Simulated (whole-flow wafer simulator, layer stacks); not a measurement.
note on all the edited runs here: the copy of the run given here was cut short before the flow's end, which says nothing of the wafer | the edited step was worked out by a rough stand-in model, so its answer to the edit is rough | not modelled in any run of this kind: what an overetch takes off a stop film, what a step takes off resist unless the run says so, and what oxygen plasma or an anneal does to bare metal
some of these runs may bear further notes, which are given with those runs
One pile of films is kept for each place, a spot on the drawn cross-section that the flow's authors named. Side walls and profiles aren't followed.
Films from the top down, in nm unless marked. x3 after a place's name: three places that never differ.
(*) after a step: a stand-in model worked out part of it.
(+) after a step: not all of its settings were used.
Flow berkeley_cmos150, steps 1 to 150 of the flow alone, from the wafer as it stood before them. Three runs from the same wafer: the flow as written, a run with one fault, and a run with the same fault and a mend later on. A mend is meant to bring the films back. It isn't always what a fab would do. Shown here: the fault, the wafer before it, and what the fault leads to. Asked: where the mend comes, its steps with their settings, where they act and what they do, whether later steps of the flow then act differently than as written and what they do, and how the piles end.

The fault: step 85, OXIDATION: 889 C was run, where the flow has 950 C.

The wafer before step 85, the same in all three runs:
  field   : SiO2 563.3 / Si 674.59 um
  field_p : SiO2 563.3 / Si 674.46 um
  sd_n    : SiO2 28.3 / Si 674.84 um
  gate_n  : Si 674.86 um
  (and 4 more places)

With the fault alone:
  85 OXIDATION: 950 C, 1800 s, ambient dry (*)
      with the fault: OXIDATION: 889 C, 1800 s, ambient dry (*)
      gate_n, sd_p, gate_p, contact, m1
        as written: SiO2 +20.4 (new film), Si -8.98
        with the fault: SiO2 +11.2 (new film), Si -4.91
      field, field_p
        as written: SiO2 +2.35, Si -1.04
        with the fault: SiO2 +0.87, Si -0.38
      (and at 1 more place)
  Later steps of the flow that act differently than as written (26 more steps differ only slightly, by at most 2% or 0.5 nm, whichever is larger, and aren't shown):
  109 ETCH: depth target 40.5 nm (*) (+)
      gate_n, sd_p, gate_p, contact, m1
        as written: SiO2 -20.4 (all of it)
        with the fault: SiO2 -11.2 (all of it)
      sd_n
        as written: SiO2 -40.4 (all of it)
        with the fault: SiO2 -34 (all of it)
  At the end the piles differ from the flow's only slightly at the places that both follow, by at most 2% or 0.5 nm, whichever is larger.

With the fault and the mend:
  The mend comes after step 87.
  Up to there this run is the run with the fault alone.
  87a OXIDATION: 950 C, 1006 s, ambient dry (*) (the flow's step 85 once more, with other settings)
      gate_n, sd_p, gate_p, contact, m1
        SiO2 +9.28, Si -4.08
      field, field_p
        SiO2 +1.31, Si -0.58
      sd_n
        SiO2 +6.4, Si -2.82
  No later step of the flow acts differently than as written, at any place that is followed, by more than 2% or 0.5 nm, whichever is larger.
  At the end the piles differ from the flow's only slightly at the places that both follow, by at most 2% or 0.5 nm, whichever is larger.
